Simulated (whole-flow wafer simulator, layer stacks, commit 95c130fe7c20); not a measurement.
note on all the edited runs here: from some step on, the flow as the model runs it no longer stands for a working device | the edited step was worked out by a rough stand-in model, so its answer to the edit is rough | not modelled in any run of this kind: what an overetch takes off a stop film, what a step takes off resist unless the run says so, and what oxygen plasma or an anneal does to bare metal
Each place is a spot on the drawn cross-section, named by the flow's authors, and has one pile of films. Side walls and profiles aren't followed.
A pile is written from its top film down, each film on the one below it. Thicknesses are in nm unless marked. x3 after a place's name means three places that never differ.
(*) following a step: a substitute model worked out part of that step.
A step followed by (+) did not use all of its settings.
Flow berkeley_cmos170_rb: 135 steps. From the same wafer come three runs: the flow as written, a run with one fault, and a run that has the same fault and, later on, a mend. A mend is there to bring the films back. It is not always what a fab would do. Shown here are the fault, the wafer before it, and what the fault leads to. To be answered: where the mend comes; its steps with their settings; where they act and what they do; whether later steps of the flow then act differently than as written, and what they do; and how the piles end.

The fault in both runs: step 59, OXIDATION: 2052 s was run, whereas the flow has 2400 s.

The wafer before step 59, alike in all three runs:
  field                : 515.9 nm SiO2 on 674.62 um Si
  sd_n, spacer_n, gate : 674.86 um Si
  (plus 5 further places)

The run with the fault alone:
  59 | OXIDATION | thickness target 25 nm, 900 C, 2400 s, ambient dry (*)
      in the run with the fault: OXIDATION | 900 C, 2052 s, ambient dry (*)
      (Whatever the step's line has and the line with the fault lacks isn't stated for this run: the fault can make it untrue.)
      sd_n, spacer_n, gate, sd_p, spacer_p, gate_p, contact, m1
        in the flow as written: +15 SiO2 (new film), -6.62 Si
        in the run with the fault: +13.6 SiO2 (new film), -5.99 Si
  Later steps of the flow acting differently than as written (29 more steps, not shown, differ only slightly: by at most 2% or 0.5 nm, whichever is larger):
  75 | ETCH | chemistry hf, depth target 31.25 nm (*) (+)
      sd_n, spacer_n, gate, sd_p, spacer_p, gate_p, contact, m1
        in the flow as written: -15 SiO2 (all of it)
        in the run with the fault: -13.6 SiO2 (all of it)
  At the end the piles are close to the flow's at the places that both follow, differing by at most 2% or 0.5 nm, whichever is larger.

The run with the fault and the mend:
  After step 64 comes the mend.
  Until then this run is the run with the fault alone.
  64a | STRIP (*) (+)
      sd_p
        -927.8 KrF resist (all of it)
      spacer_p
        -911.1 KrF resist (all of it)
      gate_p
        -910.2 KrF resist (all of it)
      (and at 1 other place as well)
  64b | CLEAN (*) (the flow's step 51, run once more)
      alters no film at any place that is followed
  64c | OXIDATION | 900 C, 347 s, ambient dry (*) (the flow's step 59, run once more with other settings)
      sd_n, spacer_n, gate, sd_p, spacer_p, gate_p, contact, m1
        +1.5 SiO2, -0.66 Si
      field
        +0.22 SiO2, -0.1 Si
  64d | COAT | KrF resist, thickness 900 nm (*) (the flow's step 61, run once more)
      field
        +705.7 KrF resist (new film)
      sd_n
        +957.4 KrF resist (new film)
      spacer_n
        +924.9 KrF resist (new film)
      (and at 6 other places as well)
  64e | EXPOSE | photomask PWELL (the flow's step 62, run once more)
      alters no film at any place that is followed
  64f | PEB | 130 C, 60 s (*) (the flow's step 63, run once more)
      alters no film at any place that is followed
  64g | DEVELOP | developer developer-D-0.26N, 45 s (the flow's step 64, run once more)
      sd_p, spacer_p, gate_p, m1
        -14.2 KrF resist
      field
        -705.7 KrF resist (all of it)
      sd_n
        -957.4 KrF resist (all of it)
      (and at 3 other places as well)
  None of the later steps of the flow differs from how it acts as written, at any place that is followed, by more than 2% or 0.5 nm, whichever is larger.
  At the end the piles are close to the flow's at the places that both follow, differing by at most 2% or 0.5 nm, whichever is larger.
